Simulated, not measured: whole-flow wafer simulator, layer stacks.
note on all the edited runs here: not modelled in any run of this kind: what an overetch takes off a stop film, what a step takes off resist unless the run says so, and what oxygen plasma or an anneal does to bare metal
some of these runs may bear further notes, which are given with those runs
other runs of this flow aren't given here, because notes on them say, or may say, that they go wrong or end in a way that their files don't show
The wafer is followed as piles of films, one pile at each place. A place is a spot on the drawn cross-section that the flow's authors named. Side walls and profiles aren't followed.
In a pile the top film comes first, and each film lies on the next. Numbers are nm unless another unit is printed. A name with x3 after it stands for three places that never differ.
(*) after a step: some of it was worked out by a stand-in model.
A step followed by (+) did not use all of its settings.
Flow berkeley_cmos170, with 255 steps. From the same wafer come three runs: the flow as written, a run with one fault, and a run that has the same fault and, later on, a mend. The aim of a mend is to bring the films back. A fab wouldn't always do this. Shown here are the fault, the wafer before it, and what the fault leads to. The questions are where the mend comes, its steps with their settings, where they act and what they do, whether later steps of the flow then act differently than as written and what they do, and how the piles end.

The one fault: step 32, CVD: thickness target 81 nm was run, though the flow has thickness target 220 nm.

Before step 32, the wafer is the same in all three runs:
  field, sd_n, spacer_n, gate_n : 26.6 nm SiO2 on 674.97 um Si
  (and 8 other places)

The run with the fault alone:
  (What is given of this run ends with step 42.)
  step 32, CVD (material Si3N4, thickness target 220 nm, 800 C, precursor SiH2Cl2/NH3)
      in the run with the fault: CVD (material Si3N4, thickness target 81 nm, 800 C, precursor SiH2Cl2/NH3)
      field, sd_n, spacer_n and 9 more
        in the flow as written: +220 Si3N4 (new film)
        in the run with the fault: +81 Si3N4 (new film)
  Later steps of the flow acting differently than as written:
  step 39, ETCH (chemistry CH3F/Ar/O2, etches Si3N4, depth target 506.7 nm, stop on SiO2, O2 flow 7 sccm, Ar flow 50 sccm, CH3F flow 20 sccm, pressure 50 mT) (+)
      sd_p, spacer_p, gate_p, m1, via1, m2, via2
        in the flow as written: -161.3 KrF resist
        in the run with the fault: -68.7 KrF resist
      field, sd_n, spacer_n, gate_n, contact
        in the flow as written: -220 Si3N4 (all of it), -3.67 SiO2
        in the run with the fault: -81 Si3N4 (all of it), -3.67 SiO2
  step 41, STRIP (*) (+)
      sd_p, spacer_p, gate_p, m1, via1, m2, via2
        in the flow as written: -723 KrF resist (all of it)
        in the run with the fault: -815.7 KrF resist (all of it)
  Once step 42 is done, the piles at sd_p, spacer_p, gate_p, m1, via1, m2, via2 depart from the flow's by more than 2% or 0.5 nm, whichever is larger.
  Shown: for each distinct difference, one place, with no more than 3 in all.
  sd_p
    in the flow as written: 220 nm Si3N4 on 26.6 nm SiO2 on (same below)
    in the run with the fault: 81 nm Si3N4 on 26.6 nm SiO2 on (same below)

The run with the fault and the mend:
  After step 32 comes the mend.
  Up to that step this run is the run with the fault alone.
  step 32a, CVD (material Si3N4, thickness target 139 nm, 800 C, precursor SiH2Cl2/NH3) (the flow's step 32, run once more with other settings)
      field, sd_n, spacer_n and 9 more
        +139 Si3N4
  Later steps of the flow that are run all act as written at every place that is followed.
  The piles end the same as the flow's at every place that both follow.
